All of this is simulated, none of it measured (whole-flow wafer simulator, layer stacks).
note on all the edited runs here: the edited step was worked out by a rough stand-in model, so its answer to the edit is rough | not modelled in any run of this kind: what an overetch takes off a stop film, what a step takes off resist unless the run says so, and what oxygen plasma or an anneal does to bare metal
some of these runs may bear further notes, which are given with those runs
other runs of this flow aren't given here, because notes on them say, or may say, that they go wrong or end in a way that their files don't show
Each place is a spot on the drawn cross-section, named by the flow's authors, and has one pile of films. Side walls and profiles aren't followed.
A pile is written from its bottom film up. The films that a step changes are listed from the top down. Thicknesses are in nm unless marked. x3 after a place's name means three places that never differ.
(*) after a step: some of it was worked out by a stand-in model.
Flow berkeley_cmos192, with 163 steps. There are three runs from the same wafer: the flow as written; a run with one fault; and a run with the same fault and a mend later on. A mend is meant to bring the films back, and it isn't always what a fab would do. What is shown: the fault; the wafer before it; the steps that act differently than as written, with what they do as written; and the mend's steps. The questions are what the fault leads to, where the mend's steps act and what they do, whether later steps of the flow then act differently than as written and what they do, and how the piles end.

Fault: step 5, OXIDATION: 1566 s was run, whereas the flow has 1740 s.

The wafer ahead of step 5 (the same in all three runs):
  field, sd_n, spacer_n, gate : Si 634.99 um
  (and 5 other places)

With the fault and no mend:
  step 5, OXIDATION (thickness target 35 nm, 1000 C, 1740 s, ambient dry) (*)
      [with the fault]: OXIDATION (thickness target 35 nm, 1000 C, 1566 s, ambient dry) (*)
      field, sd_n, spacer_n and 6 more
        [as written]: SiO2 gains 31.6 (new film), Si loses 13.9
        [with the fault]: SiO2 gains 29.9 (new film), Si loses 13.1
  Steps further on in the flow that do not act as written:
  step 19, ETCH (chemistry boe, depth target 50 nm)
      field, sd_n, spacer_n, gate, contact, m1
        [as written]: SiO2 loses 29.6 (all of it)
        [with the fault]: SiO2 loses 27.8 (all of it)
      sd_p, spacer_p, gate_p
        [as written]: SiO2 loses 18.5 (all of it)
        [with the fault]: SiO2 loses 16.8 (all of it)
  When the end is reached, the piles differ only a little from the flow's at the places that both follow, at most by 2% or 0.5 nm, whichever is larger.

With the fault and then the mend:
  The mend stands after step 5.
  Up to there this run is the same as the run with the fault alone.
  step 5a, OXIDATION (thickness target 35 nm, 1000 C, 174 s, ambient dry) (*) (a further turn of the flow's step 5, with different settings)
      field, sd_n, spacer_n and 6 more
        SiO2 gains 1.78, Si loses 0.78
  None of the later steps of the flow acts differently than as written at any place that is followed.
  The piles end the same as the flow's at every place that both follow.
